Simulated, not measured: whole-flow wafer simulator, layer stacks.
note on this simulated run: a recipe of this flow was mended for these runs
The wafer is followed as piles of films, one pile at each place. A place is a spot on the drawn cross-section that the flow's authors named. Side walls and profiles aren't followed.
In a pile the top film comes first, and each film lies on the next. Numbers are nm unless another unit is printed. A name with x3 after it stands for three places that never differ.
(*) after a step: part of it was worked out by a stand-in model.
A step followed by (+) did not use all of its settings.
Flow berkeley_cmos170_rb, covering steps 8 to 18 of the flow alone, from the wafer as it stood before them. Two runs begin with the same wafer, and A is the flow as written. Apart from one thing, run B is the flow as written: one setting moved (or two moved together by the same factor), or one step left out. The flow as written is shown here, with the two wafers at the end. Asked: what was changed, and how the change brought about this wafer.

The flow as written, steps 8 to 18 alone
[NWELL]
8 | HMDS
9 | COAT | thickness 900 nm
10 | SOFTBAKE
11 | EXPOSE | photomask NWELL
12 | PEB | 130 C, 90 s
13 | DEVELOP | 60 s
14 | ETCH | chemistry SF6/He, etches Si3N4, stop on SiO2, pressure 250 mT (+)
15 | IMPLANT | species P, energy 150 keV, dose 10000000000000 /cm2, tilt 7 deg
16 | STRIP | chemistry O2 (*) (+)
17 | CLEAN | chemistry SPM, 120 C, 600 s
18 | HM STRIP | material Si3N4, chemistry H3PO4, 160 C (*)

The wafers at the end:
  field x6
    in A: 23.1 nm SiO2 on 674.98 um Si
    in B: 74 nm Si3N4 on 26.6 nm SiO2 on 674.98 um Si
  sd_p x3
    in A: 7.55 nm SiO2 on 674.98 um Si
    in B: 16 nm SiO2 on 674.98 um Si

What caused this: step 18, HM STRIP: 139 C was run, while the flow as written has 160 C.

How this came from the change, step by step:
  18 | HM STRIP | material Si3N4, chemistry H3PO4, 160 C (*)
      field x6: A -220 Si3N4 (all of it), -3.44 SiO2 | B -146 Si3N4
      sd_p x3: A -10.5 SiO2 | B -2.05 SiO2
